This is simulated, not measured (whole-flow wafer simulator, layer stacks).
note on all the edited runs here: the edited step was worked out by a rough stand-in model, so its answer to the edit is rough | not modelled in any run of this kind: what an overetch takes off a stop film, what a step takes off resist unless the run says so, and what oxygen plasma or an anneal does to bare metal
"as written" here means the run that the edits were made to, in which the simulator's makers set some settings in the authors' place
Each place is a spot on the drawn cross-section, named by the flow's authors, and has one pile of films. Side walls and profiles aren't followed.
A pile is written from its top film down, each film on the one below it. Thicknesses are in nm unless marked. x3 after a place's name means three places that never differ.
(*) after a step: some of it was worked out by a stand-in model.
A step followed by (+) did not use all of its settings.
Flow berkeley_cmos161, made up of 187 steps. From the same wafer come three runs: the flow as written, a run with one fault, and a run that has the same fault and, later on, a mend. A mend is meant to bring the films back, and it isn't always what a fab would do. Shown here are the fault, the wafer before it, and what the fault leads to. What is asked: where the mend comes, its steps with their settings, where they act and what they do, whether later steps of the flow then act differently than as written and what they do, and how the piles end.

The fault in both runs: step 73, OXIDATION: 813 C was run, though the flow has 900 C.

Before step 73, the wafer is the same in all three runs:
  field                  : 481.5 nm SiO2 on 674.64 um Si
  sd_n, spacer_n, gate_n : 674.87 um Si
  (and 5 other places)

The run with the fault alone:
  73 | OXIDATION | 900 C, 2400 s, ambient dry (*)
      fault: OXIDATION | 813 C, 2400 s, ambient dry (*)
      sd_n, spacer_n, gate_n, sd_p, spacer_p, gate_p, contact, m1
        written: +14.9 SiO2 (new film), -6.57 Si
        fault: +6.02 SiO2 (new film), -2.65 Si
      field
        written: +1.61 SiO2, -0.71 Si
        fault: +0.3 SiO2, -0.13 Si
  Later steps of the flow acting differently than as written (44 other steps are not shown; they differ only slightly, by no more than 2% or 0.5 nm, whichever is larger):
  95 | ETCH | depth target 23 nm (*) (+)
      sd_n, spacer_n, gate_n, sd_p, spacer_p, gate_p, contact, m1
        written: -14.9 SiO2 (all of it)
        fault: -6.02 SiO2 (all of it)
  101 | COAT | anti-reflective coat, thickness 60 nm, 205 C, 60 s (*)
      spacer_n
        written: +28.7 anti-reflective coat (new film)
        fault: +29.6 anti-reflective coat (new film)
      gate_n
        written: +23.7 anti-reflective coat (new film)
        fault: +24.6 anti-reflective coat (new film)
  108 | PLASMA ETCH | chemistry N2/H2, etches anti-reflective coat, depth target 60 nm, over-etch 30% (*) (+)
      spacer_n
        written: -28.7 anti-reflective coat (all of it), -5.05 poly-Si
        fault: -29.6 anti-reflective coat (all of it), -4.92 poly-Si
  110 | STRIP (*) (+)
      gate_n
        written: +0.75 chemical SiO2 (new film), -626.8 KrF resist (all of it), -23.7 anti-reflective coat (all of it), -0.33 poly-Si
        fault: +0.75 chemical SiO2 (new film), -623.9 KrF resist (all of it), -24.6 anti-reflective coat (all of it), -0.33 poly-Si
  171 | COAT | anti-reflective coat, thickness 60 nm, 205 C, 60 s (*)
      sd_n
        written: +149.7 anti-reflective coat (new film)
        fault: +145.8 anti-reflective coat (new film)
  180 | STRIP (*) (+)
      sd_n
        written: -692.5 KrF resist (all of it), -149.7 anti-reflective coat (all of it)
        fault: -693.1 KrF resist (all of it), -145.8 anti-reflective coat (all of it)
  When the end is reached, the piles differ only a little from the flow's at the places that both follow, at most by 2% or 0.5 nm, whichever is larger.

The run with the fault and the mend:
  The mend stands after step 73.
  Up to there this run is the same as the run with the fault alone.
  73a | OXIDATION | 900 C, 1927 s, ambient dry (*) (the flow's step 73, run once more with other settings)
      sd_n, spacer_n, gate_n, sd_p, spacer_p, gate_p, contact, m1
        +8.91 SiO2, -3.92 Si
      field
        +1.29 SiO2, -0.57 Si
  Every later step of the flow that is run acts as written, at every place that is followed, to within 2% or 0.5 nm, whichever is larger.
  At every place that both follow, the piles at the end match the flow's.
